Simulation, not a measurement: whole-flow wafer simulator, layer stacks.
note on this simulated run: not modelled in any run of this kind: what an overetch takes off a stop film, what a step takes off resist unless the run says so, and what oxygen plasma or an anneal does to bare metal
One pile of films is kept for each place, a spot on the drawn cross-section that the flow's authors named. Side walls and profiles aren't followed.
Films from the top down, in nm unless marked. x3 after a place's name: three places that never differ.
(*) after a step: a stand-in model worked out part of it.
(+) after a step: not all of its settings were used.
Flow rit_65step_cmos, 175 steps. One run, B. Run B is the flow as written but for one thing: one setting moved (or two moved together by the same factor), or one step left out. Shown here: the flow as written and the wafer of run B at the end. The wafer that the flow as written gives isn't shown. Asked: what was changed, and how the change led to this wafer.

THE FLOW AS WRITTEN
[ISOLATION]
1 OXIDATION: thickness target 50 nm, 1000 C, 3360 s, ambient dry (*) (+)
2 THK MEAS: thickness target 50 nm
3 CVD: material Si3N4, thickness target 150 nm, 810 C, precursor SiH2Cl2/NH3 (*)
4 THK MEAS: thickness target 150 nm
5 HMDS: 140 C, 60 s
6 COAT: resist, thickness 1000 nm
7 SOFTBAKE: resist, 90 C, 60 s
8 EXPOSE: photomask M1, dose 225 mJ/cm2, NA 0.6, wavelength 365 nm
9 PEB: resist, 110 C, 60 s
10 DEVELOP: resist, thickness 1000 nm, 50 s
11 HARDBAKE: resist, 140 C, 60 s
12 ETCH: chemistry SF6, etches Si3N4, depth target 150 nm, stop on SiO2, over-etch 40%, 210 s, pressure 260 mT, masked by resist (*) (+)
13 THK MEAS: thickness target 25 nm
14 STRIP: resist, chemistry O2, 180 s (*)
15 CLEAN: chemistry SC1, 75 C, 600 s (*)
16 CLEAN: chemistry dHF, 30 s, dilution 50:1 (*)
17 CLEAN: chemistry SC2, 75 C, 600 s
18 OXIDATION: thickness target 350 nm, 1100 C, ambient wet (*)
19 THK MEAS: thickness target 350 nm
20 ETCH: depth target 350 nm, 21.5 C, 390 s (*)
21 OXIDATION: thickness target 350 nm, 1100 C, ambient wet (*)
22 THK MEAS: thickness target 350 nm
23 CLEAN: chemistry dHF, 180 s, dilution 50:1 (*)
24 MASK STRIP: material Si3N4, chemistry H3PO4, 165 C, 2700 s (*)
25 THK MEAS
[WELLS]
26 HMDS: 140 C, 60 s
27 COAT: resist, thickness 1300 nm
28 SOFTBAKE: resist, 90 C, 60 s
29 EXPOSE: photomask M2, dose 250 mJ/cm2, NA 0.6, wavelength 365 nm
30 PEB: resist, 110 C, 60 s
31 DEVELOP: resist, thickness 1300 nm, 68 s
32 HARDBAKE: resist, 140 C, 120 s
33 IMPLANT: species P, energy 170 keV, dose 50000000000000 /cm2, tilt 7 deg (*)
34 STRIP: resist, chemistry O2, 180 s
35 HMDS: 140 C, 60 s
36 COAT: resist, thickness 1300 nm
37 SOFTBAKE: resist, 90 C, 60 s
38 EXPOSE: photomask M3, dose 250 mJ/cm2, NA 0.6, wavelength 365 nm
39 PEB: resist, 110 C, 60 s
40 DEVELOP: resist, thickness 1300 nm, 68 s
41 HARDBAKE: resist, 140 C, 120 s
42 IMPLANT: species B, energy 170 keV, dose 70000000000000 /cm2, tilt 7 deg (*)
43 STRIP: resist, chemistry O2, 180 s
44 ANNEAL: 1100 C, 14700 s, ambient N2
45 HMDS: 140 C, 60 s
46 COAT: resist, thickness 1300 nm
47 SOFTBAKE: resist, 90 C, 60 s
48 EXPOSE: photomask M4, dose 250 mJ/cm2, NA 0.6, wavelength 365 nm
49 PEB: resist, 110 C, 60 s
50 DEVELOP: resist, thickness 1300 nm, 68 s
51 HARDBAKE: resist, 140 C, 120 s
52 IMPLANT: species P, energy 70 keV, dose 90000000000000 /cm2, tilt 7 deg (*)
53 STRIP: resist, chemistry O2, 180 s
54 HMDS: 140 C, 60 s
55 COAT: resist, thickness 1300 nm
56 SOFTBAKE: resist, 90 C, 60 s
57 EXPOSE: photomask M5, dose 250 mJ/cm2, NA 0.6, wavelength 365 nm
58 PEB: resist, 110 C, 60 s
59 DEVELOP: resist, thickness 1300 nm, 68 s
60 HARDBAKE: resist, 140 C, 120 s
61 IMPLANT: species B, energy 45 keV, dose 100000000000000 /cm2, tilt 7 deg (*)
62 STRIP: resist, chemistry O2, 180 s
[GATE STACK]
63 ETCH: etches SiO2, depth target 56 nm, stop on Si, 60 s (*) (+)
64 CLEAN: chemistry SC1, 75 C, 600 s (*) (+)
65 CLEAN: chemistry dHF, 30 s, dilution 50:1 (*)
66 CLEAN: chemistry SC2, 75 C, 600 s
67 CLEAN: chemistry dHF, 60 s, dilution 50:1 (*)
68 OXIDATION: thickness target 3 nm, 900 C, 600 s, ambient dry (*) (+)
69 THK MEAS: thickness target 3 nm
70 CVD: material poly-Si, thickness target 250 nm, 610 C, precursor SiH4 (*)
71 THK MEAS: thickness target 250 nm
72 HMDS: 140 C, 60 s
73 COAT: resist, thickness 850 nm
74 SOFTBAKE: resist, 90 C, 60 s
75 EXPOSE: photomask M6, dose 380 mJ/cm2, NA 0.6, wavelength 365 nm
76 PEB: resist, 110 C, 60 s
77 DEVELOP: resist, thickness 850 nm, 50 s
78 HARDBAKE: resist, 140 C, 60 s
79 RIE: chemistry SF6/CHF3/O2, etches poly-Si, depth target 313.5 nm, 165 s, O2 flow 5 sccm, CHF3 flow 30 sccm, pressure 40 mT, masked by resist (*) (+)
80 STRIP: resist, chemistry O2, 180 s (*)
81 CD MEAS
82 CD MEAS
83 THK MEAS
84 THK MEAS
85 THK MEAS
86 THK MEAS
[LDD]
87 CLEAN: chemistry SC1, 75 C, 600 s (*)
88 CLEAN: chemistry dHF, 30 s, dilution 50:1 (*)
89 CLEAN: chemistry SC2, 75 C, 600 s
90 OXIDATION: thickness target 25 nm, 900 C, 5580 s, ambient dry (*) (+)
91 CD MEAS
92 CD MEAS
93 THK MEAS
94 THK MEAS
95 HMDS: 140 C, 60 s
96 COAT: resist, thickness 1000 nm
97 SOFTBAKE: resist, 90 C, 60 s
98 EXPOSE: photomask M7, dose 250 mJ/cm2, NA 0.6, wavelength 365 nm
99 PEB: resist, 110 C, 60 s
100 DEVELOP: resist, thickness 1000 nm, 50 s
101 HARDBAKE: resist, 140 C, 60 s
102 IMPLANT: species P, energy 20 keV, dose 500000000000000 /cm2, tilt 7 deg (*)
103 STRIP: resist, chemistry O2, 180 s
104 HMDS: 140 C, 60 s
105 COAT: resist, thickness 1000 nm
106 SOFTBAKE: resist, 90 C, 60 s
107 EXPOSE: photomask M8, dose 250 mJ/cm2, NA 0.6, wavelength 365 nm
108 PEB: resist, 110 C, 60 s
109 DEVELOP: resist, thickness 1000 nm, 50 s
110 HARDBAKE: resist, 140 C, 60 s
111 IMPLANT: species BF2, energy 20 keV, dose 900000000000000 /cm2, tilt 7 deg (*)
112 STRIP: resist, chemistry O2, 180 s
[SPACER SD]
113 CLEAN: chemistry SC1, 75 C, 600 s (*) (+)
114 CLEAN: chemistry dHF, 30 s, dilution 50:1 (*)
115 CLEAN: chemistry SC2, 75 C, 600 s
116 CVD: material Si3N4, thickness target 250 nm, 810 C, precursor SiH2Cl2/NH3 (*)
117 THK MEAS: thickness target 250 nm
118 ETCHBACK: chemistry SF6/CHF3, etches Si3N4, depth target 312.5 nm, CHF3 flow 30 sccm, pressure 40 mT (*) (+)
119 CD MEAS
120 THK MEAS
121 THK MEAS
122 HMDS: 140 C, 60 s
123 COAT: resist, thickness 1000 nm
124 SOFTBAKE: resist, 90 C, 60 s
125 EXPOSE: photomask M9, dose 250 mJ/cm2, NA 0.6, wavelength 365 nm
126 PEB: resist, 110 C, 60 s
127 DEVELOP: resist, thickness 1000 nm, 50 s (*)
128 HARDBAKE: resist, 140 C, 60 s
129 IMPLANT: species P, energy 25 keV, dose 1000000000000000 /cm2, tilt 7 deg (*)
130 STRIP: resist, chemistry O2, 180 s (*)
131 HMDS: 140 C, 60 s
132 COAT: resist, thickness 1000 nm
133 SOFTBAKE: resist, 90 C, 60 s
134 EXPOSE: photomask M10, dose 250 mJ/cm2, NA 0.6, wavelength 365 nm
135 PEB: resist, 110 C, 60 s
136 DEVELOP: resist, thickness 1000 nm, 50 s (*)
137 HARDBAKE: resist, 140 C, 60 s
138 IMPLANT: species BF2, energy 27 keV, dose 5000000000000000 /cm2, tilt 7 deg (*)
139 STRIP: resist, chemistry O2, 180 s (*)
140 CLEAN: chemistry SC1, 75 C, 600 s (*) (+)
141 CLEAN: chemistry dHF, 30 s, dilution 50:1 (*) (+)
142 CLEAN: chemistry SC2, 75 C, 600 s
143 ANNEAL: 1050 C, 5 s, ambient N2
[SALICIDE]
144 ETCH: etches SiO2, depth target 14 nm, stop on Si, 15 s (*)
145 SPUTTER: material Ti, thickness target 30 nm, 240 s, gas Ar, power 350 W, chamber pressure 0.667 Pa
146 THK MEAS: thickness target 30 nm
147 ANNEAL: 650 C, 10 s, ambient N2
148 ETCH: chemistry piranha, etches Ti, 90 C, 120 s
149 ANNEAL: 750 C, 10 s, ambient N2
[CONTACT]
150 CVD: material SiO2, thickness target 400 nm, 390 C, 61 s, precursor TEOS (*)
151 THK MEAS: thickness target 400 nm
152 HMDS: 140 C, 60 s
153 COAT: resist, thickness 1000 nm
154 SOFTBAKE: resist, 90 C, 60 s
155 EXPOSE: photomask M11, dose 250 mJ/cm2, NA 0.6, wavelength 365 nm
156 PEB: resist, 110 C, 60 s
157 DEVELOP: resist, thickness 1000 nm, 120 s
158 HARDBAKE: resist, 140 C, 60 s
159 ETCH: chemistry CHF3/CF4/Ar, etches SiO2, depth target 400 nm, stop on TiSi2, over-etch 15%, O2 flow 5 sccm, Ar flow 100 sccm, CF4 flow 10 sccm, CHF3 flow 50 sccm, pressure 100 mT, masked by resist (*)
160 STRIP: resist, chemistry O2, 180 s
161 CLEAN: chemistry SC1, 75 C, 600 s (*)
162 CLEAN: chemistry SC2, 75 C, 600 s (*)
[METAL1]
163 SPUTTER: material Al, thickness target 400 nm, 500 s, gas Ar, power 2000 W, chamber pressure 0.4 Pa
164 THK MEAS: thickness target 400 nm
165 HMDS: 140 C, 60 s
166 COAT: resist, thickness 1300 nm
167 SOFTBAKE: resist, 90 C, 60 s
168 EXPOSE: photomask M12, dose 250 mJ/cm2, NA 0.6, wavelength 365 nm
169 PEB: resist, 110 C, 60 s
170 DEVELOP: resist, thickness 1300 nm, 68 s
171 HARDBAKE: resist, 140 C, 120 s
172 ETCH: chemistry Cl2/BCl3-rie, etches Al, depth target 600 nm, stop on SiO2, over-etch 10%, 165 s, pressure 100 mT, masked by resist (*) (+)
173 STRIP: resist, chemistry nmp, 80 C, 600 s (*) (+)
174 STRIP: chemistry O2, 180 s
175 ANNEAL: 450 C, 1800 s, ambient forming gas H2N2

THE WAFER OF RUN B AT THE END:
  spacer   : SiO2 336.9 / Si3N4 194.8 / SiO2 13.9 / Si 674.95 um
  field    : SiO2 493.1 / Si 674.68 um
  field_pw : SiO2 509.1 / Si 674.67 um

The cause: step 163, SPUTTER: thickness target 188 nm was run, where the flow has thickness target 400 nm; step 163, SPUTTER: 236 s was run, where the flow has 500 s.

How the change led to this, step by step:
  163 SPUTTER: material Al, thickness target 400 nm, 500 s, gas Ar, power 2000 W, chamber pressure 0.4 Pa
      field, field_p, spacer, spacer_p: Al +188 (new film) (as written it would be: Al +400 (new film))
      gate_n, gate_p: Al +188 (new film) (as written it would be: Al +396 (new film))
      (and at 2 more places)
  172 ETCH: chemistry Cl2/BCl3-rie, etches Al, depth target 600 nm, stop on SiO2, over-etch 10%, 165 s, pressure 100 mT, masked by resist (*) (+)
      field, field_p, spacer, spacer_p: Al -188 (all of it), SiO2 -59 (as written it would be: Al -400 (all of it), SiO2 -32.5)
      gate_n, gate_p: Al -188 (all of it), SiO2 -59 (as written it would be: Al -396 (all of it), SiO2 -33)
      (and at 2 more places)
